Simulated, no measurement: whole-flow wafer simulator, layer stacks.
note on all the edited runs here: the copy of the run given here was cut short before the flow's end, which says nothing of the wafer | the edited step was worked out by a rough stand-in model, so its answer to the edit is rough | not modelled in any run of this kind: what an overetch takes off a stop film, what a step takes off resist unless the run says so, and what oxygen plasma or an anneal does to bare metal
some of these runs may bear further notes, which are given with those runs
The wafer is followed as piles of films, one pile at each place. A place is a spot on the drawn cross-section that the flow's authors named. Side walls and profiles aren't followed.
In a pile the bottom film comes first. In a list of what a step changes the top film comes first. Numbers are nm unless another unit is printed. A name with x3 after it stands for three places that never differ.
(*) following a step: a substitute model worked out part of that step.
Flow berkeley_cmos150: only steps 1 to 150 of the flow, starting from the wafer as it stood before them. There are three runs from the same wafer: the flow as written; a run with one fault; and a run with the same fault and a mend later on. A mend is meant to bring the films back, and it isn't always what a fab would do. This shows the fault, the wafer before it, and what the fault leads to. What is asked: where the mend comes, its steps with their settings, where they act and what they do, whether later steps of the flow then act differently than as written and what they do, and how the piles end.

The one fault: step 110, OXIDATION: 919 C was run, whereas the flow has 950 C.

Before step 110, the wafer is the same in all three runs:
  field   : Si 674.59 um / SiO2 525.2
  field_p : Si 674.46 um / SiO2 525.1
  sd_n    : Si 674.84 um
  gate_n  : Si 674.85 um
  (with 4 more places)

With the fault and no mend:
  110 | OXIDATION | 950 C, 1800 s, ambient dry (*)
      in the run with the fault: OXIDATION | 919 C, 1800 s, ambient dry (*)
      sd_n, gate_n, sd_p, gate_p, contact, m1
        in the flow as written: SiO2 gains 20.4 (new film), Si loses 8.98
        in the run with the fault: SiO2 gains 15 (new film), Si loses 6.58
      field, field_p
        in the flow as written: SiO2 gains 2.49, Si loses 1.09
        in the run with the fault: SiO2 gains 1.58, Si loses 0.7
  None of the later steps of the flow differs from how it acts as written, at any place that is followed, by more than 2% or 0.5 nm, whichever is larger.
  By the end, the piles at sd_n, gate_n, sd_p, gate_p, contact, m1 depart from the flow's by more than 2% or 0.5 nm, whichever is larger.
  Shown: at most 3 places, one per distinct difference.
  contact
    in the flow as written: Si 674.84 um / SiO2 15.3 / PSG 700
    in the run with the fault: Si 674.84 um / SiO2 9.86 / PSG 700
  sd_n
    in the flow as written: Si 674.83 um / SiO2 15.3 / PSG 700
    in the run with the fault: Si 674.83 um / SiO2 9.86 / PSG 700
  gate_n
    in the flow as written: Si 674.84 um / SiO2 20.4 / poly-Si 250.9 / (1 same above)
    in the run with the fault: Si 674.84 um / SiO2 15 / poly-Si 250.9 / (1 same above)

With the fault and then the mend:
  The mend follows step 112.
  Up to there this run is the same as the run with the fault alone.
  112a | OXIDATION | 950 C, 587 s, ambient dry (*) (the flow's step 110, run once more with other settings)
      sd_n, gate_n, sd_p, gate_p, contact, m1
        SiO2 gains 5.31, Si loses 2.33
      field, field_p
        SiO2 gains 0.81, Si loses 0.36
  112b | ANNEAL | 950 C, 1200 s, ambient N2 (the flow's step 111, run once more)
      does not change any film at any place that is followed
  None of the later steps of the flow differs from how it acts as written, at any place that is followed, by more than 2% or 0.5 nm, whichever is larger.
  When the end is reached, the piles differ only a little from the flow's at the places that both follow, at most by 2% or 0.5 nm, whichever is larger.
